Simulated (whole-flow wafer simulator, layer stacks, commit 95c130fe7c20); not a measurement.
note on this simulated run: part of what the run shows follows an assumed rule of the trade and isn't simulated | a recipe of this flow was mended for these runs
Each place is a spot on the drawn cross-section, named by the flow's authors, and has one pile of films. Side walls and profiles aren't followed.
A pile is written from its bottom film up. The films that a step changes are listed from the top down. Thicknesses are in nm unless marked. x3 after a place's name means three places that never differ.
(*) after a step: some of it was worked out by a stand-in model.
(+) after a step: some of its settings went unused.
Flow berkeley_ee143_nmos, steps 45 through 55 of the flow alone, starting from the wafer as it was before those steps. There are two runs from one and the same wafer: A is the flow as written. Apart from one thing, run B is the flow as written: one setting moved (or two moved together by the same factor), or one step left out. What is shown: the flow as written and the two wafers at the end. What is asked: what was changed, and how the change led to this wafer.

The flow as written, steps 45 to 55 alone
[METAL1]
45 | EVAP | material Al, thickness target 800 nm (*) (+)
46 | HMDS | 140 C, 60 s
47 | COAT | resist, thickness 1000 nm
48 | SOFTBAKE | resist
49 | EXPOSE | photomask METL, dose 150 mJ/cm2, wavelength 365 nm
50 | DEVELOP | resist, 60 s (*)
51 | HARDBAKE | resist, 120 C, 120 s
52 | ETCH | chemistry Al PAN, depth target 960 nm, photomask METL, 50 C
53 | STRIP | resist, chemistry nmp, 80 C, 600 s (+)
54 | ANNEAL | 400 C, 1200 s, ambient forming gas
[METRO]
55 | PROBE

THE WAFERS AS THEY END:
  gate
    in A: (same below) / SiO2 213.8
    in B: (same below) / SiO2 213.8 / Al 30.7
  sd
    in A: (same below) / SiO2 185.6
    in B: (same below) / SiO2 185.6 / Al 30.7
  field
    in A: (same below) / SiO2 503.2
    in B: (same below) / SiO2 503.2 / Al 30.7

Cause: step 45, EVAP: thickness target 1004 nm was run, though the flow has thickness target 800 nm.

Step by step, how the change led to this:
  45 | EVAP | material Al, thickness target 800 nm (*) (+)
      gate, sd, contact, field: A +800 Al (new film) | B +1004 Al (new film)
  52 | ETCH | chemistry Al PAN, depth target 960 nm, photomask METL, 50 C
      gate, sd, field: A -786.7 Al (all of it) | B -960 Al
With metal films that touch counted as one body, gate has 1 body; the flow as written gives 0 bodies.
With metal films that touch counted as one body, sd has 1 body; the flow as written gives 0 bodies.
With metal films that touch counted as one body, field has 1 body; the flow as written gives 0 bodies.
